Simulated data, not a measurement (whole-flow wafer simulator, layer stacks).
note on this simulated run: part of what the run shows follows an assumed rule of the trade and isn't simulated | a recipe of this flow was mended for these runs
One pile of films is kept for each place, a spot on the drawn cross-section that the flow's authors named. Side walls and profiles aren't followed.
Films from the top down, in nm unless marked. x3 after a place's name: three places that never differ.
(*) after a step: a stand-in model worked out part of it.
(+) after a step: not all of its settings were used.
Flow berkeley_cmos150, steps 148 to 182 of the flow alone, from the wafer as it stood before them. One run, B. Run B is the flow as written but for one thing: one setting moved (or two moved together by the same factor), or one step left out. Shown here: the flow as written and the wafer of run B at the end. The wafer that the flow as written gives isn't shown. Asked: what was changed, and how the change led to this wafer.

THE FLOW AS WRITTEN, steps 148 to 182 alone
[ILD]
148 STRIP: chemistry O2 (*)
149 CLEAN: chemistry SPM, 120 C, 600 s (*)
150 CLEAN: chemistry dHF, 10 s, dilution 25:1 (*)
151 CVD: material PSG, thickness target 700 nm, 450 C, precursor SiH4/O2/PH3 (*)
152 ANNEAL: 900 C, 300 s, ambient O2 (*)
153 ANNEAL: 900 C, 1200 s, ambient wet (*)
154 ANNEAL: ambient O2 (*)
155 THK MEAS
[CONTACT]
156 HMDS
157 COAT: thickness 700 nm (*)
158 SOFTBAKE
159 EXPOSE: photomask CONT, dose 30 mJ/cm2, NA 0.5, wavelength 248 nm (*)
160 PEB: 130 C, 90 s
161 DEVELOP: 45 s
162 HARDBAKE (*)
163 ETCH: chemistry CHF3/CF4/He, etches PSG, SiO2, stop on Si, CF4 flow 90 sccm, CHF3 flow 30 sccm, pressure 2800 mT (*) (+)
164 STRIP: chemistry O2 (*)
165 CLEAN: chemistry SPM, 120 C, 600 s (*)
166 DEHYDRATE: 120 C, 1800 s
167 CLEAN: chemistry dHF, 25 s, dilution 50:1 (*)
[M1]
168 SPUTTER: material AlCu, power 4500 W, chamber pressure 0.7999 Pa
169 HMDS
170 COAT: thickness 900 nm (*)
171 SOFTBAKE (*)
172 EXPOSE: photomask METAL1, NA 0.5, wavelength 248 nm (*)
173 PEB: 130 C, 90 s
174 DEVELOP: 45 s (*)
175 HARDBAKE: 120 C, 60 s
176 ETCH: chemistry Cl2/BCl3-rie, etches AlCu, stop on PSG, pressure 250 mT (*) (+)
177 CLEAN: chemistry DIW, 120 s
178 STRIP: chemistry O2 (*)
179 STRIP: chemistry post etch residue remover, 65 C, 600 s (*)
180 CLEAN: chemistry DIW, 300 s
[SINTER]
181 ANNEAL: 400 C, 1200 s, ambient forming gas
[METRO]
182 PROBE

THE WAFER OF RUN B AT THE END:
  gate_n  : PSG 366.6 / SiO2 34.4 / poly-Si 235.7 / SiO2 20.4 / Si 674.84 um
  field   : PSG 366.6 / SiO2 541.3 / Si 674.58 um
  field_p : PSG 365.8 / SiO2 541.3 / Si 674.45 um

The cause: step 151, CVD: thickness target 448 nm was run, where the flow has thickness target 700 nm.

How the change led to this, step by step:
  151 CVD: material PSG, thickness target 700 nm, 450 C, precursor SiH4/O2/PH3 (*)
      field, field_p, sd_n, gate_n, gate_p, contact, m1: PSG +448 (new film) (as written it would be: PSG +700 (new film))
      sd_p: PSG +413.9 (new film) (as written it would be: PSG +639.5 (new film))
  153 ANNEAL: 900 C, 1200 s, ambient wet (*)
      sd_n, contact, m1: PSG -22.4, SiO2 +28, Si -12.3 (as written it would be: PSG -35, SiO2 +22.8, Si -10)
      field, field_p: PSG -22.4, SiO2 +18.8, Si -8.27 (as written it would be: PSG -35, SiO2 +16.3, Si -7.15)
      (and at 3 more places)
  157 COAT: thickness 700 nm (*)
      sd_p: KrF-resist +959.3 (new film) (as written it would be: KrF-resist +1000.3 (new film))
  163 ETCH: chemistry CHF3/CF4/He, etches PSG, SiO2, stop on Si, CF4 flow 90 sccm, CHF3 flow 30 sccm, pressure 2800 mT (*) (+)
      field, field_p, sd_n, gate_n, sd_p, gate_p, m1: KrF-resist -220 (as written it would be: KrF-resist -303.7)
      contact: PSG -425.6 (all of it), SiO2 -43.3 (all of it), Si -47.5 (as written it would be: PSG -665 (all of it), SiO2 -38.1 (all of it), Si -47.5)
  164 STRIP: chemistry O2 (*)
      field: KrF-resist -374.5 (all of it) (as written it would be: KrF-resist -294.5 (all of it))
      field_p: KrF-resist -474.3 (all of it) (as written it would be: KrF-resist -397.1 (all of it))
      (and at 5 more places)
  168 SPUTTER: material AlCu, power 4500 W, chamber pressure 0.7999 Pa
      sd_p: AlCu +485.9 (new film) (as written it would be: AlCu +471.4 (new film))
      contact: AlCu +504.1 (new film) (as written it would be: AlCu +443.6 (new film))
  170 COAT: thickness 900 nm (*)
      field: thick-KrF-resist +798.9 (new film) (as written it would be: thick-KrF-resist +782.6 (new film))
      sd_p: thick-KrF-resist +1363.1 (new film) (as written it would be: thick-KrF-resist +1400.4 (new film))
      (and at 2 more places)
  173 PEB: 130 C, 90 s
      contact: thick-KrF-resist -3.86 (as written it would be: thick-KrF-resist -4.56)
  174 DEVELOP: 45 s (*)
      field: thick-KrF-resist -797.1 (all of it), AlCu -10 (as written it would be: thick-KrF-resist -780.8 (all of it), AlCu -10)
      sd_p: thick-KrF-resist -1359.6 (all of it), AlCu -10 (as written it would be: thick-KrF-resist -1396.9 (all of it), AlCu -10)
  175 HARDBAKE: 120 C, 60 s
      contact: thick-KrF-resist -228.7 (as written it would be: thick-KrF-resist -263.1)
      m1: thick-KrF-resist -151.9 (as written it would be: thick-KrF-resist -148.2)
  176 ETCH: chemistry Cl2/BCl3-rie, etches AlCu, stop on PSG, pressure 250 mT (*) (+)
      sd_p: AlCu -475.9 (all of it), PSG -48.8 (as written it would be: AlCu -461.4 (all of it), PSG -50.6)
  178 STRIP: chemistry O2 (*)
      contact: thick-KrF-resist -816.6 (all of it) (as written it would be: thick-KrF-resist -1006.2 (all of it))
      m1: thick-KrF-resist -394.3 (all of it) (as written it would be: thick-KrF-resist -373.8 (all of it))
